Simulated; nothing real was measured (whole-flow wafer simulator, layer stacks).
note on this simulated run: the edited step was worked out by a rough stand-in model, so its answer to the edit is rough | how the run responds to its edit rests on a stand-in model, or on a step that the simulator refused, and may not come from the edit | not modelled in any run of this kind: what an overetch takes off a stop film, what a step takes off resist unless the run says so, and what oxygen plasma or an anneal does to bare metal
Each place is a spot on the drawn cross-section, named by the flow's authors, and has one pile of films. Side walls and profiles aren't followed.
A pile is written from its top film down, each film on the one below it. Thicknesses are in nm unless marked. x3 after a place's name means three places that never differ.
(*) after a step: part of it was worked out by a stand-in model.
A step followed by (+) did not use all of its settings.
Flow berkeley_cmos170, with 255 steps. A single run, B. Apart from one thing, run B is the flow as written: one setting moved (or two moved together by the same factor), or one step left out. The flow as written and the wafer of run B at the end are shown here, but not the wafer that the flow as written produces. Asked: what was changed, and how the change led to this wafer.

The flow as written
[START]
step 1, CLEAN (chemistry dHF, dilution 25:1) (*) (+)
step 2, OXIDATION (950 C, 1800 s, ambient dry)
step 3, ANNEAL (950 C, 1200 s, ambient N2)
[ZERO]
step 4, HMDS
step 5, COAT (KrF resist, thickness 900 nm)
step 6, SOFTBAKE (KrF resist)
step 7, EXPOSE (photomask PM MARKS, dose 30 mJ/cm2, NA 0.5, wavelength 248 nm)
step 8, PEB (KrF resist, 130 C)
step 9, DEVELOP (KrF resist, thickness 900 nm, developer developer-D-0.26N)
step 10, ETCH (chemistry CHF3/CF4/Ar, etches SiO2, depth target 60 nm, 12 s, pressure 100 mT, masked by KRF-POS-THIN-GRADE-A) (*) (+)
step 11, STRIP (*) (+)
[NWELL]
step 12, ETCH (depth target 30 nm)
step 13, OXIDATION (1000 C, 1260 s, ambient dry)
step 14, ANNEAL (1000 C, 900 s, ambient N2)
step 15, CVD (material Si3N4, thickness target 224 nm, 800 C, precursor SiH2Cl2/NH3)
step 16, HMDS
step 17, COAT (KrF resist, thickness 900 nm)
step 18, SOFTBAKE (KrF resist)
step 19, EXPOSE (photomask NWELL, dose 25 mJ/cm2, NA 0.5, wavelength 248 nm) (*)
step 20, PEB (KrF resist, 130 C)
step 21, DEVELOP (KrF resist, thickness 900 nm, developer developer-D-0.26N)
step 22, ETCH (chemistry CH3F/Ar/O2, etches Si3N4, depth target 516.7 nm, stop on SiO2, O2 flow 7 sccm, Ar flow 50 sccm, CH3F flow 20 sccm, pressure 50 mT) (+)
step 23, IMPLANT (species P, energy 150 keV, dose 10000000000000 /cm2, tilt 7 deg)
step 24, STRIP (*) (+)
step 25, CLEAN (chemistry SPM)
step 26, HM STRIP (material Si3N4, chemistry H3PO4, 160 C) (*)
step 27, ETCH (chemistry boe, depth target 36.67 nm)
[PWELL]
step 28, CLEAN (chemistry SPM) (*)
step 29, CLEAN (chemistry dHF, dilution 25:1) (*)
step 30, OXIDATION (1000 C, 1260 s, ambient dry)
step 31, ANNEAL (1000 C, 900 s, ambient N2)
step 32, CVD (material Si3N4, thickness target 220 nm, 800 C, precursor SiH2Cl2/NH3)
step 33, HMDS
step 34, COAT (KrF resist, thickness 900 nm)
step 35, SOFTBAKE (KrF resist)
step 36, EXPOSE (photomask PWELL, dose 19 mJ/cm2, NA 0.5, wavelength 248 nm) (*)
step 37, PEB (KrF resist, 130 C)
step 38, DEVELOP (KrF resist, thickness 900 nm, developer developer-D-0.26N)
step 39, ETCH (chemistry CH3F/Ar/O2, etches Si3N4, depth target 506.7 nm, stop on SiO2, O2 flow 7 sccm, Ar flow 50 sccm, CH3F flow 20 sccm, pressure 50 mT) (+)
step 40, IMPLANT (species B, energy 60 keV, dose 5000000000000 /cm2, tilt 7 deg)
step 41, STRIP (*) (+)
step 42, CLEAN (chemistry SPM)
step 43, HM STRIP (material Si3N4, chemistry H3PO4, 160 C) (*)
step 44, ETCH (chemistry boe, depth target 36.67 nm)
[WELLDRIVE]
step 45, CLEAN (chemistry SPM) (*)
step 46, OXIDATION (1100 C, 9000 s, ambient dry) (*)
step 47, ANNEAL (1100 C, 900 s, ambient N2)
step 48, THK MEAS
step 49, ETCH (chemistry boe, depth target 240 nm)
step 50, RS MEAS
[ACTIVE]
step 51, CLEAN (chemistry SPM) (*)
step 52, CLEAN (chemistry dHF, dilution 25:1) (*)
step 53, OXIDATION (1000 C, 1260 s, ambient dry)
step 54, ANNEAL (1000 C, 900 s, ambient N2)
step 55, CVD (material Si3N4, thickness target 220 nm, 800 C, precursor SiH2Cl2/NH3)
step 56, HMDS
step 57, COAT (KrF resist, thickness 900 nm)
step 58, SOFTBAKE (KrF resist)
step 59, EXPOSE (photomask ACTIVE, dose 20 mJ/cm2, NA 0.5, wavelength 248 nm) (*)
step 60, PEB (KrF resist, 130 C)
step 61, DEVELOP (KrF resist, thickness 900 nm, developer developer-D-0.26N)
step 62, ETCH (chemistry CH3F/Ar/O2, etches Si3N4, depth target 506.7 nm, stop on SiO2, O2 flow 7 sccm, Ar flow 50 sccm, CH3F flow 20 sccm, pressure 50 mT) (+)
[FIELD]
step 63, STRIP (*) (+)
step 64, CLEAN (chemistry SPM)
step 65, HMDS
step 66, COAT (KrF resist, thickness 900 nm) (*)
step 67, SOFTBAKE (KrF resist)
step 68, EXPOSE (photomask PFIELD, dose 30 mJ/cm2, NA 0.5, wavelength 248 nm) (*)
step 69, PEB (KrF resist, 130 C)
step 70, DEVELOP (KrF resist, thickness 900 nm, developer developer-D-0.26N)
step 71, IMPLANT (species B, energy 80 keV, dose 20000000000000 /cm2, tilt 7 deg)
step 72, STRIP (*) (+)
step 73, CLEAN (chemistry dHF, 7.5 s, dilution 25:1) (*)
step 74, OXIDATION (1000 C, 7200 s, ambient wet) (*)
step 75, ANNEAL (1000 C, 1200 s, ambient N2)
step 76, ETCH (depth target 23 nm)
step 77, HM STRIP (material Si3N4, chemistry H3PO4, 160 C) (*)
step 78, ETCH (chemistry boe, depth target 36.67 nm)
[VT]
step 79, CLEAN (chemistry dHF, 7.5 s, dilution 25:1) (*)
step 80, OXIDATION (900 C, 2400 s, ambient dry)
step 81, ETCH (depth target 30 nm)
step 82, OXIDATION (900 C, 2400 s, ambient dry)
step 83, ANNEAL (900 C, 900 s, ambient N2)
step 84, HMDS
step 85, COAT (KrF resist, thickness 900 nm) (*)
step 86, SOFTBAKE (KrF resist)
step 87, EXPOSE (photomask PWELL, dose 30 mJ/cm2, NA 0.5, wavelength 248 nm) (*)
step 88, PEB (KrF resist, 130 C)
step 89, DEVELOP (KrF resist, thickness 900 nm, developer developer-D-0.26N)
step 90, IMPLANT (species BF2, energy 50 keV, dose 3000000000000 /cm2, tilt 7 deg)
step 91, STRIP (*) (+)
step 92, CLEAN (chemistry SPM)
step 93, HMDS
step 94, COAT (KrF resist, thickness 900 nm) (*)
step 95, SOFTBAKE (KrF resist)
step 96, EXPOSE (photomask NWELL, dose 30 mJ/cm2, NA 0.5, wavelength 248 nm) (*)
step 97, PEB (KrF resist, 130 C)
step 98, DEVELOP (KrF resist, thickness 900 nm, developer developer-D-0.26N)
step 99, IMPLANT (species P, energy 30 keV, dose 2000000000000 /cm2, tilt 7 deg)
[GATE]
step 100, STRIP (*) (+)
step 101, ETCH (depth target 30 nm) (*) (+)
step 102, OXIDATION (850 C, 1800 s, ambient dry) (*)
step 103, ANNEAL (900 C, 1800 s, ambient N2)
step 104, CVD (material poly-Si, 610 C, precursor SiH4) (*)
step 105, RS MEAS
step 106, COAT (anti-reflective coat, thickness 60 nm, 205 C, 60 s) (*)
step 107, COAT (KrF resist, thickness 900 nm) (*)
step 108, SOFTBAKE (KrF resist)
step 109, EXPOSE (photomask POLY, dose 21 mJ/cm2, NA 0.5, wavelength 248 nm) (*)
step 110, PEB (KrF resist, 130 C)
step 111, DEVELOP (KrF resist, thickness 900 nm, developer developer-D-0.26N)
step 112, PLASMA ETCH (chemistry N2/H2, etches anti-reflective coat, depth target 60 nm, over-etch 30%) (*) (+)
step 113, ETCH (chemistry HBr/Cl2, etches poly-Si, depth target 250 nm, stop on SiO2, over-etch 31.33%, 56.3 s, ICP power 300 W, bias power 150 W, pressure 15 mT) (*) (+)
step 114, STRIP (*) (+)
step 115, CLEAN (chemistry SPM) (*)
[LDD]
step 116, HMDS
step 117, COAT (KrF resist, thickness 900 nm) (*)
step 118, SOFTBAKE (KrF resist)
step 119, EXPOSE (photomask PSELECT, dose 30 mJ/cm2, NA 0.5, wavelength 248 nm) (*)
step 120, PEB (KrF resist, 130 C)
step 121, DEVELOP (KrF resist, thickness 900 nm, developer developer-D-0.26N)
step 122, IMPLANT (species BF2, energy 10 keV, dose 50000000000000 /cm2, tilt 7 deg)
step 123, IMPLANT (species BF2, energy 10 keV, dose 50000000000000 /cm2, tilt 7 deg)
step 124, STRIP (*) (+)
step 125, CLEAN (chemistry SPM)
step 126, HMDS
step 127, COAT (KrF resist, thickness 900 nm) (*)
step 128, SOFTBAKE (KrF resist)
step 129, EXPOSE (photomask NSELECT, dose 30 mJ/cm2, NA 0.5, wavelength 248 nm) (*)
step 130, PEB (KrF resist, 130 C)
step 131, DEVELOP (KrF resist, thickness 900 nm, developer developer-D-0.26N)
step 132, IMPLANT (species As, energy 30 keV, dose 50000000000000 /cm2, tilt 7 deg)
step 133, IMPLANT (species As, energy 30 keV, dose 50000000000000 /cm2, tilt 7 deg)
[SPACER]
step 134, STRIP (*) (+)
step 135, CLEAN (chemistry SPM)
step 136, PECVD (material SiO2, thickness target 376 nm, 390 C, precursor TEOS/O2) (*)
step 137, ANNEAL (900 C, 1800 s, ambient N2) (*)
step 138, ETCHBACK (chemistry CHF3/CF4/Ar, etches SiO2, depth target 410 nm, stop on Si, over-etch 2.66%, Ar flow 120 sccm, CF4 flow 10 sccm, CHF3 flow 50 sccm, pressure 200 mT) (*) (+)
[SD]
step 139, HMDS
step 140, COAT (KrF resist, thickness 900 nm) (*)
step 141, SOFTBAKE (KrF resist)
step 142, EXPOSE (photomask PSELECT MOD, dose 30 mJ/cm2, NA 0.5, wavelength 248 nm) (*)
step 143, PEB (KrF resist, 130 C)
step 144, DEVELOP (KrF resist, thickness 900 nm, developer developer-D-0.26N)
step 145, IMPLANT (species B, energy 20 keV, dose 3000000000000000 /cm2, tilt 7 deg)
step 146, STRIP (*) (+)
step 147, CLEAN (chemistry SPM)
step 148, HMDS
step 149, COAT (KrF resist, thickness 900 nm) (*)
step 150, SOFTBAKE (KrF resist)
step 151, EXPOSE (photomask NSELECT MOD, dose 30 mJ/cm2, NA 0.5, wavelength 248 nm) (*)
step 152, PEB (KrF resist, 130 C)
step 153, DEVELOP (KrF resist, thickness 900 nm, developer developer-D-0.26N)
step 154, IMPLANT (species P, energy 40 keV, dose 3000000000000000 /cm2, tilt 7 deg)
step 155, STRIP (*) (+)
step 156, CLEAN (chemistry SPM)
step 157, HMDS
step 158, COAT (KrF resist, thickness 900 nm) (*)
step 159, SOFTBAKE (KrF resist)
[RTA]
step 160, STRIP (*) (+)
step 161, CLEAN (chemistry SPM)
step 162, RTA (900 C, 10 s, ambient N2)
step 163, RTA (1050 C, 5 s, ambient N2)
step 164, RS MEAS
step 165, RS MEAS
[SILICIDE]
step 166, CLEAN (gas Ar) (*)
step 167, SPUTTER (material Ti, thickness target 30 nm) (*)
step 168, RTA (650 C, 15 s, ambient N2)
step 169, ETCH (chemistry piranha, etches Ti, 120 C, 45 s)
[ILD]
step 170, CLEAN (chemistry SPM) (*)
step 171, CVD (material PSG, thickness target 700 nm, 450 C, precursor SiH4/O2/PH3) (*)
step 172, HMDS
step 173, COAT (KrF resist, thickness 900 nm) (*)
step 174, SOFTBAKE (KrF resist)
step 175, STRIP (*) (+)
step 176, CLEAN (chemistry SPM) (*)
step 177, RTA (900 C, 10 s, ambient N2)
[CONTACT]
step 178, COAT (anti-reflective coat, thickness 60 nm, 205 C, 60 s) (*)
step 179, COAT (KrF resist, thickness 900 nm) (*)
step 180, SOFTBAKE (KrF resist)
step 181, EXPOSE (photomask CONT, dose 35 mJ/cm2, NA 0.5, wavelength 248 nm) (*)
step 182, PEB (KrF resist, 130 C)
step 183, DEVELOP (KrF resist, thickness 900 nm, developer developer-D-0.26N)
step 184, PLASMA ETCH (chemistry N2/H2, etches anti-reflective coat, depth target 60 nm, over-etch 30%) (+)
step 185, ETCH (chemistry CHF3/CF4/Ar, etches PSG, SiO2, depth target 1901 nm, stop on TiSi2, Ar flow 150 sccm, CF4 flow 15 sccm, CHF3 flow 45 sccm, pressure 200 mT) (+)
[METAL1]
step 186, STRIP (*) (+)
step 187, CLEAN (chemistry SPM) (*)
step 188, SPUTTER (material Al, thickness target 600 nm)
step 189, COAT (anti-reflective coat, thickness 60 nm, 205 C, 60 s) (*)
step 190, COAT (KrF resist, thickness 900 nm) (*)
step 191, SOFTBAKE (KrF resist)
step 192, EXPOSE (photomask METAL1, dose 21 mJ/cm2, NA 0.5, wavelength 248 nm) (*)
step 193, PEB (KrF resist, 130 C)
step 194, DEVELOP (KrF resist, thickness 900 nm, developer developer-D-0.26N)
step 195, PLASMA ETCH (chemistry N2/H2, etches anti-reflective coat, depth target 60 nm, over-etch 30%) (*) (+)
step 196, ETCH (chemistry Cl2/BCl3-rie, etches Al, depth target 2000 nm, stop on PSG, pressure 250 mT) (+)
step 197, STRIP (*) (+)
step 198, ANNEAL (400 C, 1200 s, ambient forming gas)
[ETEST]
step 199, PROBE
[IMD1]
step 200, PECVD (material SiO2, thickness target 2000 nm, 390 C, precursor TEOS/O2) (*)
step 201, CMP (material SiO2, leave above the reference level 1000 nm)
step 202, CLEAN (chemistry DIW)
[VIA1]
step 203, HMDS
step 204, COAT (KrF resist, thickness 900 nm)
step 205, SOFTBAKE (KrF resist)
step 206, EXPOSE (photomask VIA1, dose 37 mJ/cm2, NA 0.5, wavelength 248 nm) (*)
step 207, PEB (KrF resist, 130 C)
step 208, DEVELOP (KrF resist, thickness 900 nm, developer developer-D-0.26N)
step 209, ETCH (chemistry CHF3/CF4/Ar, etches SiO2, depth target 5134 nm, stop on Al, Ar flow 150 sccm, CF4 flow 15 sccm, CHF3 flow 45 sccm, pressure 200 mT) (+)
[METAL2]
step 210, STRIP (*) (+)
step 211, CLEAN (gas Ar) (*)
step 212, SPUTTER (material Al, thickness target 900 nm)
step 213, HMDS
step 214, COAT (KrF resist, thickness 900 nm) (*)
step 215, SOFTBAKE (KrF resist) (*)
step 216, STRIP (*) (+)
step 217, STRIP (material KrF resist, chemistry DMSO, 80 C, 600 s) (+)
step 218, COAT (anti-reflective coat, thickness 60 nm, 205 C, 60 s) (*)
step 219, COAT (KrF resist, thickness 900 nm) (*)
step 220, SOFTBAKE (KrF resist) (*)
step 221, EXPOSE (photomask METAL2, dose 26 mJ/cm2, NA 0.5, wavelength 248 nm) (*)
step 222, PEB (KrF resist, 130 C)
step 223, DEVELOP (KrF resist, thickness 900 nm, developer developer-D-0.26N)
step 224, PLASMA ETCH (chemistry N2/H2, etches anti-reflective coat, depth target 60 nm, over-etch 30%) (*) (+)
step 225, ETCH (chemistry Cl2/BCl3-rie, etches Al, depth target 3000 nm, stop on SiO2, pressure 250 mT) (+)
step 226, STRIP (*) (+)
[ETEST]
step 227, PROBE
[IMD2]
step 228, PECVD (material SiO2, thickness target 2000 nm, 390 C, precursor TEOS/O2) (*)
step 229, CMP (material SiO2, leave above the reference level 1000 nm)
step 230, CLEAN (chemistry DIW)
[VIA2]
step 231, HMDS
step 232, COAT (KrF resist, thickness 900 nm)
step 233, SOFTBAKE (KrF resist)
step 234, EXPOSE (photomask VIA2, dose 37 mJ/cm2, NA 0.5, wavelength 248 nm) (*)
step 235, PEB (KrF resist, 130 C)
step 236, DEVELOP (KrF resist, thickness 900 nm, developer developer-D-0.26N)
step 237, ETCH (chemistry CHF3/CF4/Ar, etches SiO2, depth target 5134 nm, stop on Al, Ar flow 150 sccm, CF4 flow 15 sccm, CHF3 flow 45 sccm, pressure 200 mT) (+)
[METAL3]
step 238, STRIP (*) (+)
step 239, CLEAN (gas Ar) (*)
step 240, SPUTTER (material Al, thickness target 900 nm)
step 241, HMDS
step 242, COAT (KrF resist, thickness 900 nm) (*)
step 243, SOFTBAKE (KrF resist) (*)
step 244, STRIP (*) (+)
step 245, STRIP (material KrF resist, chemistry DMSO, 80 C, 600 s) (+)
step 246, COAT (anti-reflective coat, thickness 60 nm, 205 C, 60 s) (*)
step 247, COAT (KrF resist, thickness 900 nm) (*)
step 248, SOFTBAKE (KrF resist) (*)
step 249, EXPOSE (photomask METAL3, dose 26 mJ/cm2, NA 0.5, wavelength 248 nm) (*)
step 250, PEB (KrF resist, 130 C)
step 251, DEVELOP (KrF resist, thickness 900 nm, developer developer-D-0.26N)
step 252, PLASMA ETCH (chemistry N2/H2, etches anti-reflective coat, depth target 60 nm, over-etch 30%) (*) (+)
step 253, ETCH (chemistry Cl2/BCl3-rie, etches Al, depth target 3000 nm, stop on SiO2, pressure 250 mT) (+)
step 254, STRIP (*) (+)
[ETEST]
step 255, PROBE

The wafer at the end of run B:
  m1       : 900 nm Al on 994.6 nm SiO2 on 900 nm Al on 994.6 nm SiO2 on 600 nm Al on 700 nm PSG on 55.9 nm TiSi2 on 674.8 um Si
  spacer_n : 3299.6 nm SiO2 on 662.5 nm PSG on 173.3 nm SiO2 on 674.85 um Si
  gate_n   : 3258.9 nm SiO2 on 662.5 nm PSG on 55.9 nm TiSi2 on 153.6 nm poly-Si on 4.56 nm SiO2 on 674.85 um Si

The reason: step 102, OXIDATION: 720 s was run, though the flow has 1800 s.

How this came from the change, step by step:
  step 102, OXIDATION (850 C, 1800 s, ambient dry) (*)
      sd_n, spacer_n, gate_n and 8 more: SiO2 gains 4.56 (new film), Si loses 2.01 (it would be, as written: SiO2 gains 7.48 (new film), Si loses 3.29)
